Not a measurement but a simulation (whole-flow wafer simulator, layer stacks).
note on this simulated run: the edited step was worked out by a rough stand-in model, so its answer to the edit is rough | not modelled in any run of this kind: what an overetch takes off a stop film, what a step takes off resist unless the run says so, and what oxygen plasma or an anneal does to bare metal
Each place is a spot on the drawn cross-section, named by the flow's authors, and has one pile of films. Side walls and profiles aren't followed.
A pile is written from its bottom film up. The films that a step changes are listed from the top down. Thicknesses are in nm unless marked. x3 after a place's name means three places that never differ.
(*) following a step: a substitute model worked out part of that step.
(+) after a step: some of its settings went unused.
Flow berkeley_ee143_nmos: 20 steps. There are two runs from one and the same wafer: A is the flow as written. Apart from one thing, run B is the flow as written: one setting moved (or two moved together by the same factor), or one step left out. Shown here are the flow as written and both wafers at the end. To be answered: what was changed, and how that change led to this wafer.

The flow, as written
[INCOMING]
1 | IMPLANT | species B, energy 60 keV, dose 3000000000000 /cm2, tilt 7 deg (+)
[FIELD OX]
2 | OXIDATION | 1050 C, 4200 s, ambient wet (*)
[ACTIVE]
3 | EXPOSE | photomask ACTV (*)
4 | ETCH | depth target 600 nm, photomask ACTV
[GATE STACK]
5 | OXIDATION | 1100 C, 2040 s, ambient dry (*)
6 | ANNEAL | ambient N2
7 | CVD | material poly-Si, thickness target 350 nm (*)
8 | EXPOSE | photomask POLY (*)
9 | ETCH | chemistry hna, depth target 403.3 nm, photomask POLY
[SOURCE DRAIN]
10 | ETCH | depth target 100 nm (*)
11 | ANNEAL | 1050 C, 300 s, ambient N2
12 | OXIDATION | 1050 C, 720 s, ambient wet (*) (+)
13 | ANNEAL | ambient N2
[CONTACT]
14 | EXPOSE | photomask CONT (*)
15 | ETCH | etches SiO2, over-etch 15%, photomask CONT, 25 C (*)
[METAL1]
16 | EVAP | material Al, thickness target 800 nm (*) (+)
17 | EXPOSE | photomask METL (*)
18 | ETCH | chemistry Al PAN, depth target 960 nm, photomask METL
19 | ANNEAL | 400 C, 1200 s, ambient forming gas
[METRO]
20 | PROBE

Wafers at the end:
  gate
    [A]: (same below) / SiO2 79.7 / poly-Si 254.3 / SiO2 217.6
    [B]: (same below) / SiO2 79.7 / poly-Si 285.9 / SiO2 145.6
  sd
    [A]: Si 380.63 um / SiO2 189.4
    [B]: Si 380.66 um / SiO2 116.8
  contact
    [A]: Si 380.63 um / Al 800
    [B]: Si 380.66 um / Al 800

Cause: step 12, OXIDATION: 998 C was run, while the flow as written has 1050 C.

How this came from the change, step by step:
  12 | OXIDATION | 1050 C, 720 s, ambient wet (*) (+)
      sd, contact: A +189.4 SiO2 (new film), -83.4 Si | B +116.8 SiO2 (new film), -51.4 Si
      gate: A +217.6 SiO2 (new film), -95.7 poly-Si | B +145.6 SiO2 (new film), -64.1 poly-Si
      (also at 1 further place)
  15 | ETCH | etches SiO2, over-etch 15%, photomask CONT, 25 C (*)
      contact: A -189.4 SiO2 (all of it) | B -116.8 SiO2 (all of it)
